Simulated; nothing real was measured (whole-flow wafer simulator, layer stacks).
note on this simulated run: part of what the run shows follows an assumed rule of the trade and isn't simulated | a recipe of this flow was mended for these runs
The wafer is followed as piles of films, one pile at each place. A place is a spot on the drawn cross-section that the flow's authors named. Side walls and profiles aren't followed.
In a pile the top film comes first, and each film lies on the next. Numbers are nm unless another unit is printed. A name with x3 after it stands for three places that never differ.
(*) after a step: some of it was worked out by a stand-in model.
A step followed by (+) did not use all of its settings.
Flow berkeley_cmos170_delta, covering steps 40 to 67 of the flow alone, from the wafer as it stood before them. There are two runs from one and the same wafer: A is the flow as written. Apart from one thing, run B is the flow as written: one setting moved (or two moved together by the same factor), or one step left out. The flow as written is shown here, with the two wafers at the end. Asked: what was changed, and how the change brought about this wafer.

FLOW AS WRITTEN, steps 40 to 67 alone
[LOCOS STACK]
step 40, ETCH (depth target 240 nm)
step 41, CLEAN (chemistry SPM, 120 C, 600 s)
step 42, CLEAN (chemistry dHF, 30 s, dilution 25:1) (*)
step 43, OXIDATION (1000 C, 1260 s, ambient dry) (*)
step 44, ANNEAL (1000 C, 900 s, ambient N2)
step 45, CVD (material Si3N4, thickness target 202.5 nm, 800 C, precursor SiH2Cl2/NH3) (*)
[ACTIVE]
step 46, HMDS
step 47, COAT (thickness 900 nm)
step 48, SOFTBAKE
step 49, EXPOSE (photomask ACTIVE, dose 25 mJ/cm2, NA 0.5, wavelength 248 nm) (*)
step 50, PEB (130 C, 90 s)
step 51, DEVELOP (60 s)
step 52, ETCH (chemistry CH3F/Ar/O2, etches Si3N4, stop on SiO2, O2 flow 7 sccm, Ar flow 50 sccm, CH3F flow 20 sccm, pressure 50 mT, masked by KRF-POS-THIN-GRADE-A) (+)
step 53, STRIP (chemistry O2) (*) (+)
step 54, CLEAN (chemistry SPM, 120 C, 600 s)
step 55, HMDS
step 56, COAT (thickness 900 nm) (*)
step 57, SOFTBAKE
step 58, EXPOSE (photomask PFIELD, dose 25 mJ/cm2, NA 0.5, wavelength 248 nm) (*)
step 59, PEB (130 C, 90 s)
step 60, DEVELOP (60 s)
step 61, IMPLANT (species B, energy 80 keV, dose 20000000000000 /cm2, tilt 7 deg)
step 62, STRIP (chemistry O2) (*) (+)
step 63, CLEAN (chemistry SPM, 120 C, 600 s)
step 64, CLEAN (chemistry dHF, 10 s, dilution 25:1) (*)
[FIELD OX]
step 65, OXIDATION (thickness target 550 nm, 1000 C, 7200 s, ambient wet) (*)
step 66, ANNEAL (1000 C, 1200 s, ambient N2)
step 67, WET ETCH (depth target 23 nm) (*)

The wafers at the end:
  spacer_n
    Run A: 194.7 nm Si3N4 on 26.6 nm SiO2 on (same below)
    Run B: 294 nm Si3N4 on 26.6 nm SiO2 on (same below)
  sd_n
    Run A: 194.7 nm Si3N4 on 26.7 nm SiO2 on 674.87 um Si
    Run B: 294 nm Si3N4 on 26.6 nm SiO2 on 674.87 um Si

What caused this: step 45, CVD: 835 C was run, whereas the flow has 800 C.

Step by step, how the change led to this:
  step 45, CVD (material Si3N4, thickness target 202.5 nm, 800 C, precursor SiH2Cl2/NH3) (*)
      field, sd_n, spacer_n and 6 more: A Si3N4 gains 202.5 (new film) | B Si3N4 gains 301.9 (new film)
  step 52, ETCH (chemistry CH3F/Ar/O2, etches Si3N4, stop on SiO2, O2 flow 7 sccm, Ar flow 50 sccm, CH3F flow 20 sccm, pressure 50 mT, masked by KRF-POS-THIN-GRADE-A) (+)
      sd_n, spacer_n, gate, sd_p, spacer_p, gate_p, contact, m1: A KrF-resist loses 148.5 | B KrF-resist loses 214.7
      field: A Si3N4 loses 202.5 (all of it), SiO2 loses 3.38 | B Si3N4 loses 301.9 (all of it), SiO2 loses 3.38
  step 53, STRIP (chemistry O2) (*) (+)
      sd_n, spacer_n, gate, sd_p, spacer_p, gate_p, contact, m1: A KrF-resist loses 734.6 (all of it) | B KrF-resist loses 668.3 (all of it)
  step 56, COAT (thickness 900 nm) (*)
      field: A KrF-resist gains 956.4 (new film) | B KrF-resist gains 984.5 (new film)
      sd_n: A KrF-resist gains 794.3 (new film) | B KrF-resist gains 744.1 (new film)
      (and at 7 other places as well)
  step 60, DEVELOP (60 s)
      field: A KrF-resist loses 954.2 (all of it) | B KrF-resist loses 982.2 (all of it)
  step 62, STRIP (chemistry O2) (*) (+)
      sd_n: A KrF-resist loses 777.7 (all of it) | B KrF-resist loses 727.6 (all of it)
      spacer_n: A KrF-resist loses 807.8 (all of it) | B KrF-resist loses 773.8 (all of it)
      (and at 6 other places as well)
  step 65, OXIDATION (thickness target 550 nm, 1000 C, 7200 s, ambient wet) (*)
      sd_n, sd_p: A SiO2 gains 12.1 (new film), Si3N4 loses 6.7, SiO2 gains 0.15, Si loses 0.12 | B SiO2 gains 12.1 (new film), Si3N4 loses 6.7
